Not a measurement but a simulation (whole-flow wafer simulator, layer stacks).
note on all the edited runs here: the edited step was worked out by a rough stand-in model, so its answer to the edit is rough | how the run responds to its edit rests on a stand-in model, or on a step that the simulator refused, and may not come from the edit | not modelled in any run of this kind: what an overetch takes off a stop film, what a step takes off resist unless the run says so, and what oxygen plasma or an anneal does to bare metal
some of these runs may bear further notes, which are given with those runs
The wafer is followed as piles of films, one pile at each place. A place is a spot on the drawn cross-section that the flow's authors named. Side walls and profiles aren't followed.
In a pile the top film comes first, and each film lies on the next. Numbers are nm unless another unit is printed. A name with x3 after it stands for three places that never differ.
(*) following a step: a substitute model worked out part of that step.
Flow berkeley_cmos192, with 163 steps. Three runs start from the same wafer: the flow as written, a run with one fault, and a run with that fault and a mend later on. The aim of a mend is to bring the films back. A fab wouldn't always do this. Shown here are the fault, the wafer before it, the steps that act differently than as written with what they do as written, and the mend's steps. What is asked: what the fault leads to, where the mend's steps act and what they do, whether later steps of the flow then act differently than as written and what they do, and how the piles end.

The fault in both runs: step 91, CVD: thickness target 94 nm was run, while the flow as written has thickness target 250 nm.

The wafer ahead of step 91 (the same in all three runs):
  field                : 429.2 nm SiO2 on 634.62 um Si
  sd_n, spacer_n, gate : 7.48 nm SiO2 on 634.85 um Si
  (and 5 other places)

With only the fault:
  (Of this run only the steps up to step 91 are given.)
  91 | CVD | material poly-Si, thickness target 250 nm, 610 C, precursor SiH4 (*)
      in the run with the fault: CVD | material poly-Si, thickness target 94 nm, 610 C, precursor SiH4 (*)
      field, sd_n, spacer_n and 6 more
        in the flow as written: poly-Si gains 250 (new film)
        in the run with the fault: poly-Si gains 94 (new film)
  The piles after step 91 differ from the flow's at field, sd_n, spacer_n and 6 more by more than 2% or 0.5 nm, whichever is larger.
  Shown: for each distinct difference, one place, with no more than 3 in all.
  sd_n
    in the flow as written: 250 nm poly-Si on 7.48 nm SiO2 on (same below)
    in the run with the fault: 94 nm poly-Si on 7.48 nm SiO2 on (same below)
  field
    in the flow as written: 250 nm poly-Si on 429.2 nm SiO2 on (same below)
    in the run with the fault: 94 nm poly-Si on 429.2 nm SiO2 on (same below)

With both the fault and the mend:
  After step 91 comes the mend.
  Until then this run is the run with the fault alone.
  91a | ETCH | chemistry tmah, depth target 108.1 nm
      field, sd_n, spacer_n and 6 more
        poly-Si loses 94 (all of it)
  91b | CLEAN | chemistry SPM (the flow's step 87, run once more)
      alters no film at any place that is followed
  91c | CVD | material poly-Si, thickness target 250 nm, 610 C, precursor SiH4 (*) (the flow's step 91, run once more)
      field, sd_n, spacer_n and 6 more
        poly-Si gains 250 (new film)
  None of the later steps of the flow acts differently than as written at any place that is followed.
  The piles end the same as the flow's at every place that both follow.
